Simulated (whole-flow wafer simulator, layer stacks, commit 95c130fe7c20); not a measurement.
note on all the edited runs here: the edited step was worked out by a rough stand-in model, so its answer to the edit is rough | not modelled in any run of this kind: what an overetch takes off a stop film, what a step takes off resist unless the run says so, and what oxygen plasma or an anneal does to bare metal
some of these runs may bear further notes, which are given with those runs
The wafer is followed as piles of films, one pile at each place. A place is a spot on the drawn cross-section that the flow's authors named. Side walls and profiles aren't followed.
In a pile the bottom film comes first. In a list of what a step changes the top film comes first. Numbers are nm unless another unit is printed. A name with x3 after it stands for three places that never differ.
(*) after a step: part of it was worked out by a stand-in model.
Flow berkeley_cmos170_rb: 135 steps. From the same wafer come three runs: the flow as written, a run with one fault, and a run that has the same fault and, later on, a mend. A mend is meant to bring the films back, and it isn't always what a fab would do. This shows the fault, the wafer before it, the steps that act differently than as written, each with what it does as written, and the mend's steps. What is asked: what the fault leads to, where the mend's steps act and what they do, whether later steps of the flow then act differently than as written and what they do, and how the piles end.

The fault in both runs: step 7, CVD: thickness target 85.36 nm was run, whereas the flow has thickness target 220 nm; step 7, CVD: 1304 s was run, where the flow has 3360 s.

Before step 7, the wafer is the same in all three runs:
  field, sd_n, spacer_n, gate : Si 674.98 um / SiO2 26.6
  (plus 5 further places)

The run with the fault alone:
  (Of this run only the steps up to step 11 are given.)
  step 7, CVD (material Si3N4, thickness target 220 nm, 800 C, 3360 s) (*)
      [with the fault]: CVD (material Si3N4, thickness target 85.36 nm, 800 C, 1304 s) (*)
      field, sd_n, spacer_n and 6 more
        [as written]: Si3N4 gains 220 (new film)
        [with the fault]: Si3N4 gains 85.4 (new film)
  Every later step of the flow up to step 11 that is run acts as written at every place that is followed.
  After step 11, at field, sd_n, spacer_n and 6 more, the piles differ from the flow's by more than 2% or 0.5 nm, whichever is larger.
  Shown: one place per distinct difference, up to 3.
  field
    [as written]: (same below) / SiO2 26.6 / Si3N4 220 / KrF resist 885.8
    [with the fault]: (same below) / SiO2 26.6 / Si3N4 85.4 / KrF resist 885.8
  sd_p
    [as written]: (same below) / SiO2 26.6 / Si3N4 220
    [with the fault]: (same below) / SiO2 26.6 / Si3N4 85.4

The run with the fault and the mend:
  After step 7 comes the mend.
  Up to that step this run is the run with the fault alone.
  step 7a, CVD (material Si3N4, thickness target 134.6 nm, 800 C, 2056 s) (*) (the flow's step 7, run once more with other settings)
      field, sd_n, spacer_n and 6 more
        Si3N4 gains 134.6
  Every later step of the flow that is run acts as written, at every place that is followed, to within 2% or 0.5 nm, whichever is larger.
  By the end, the piles equal the flow's at every place that both follow.
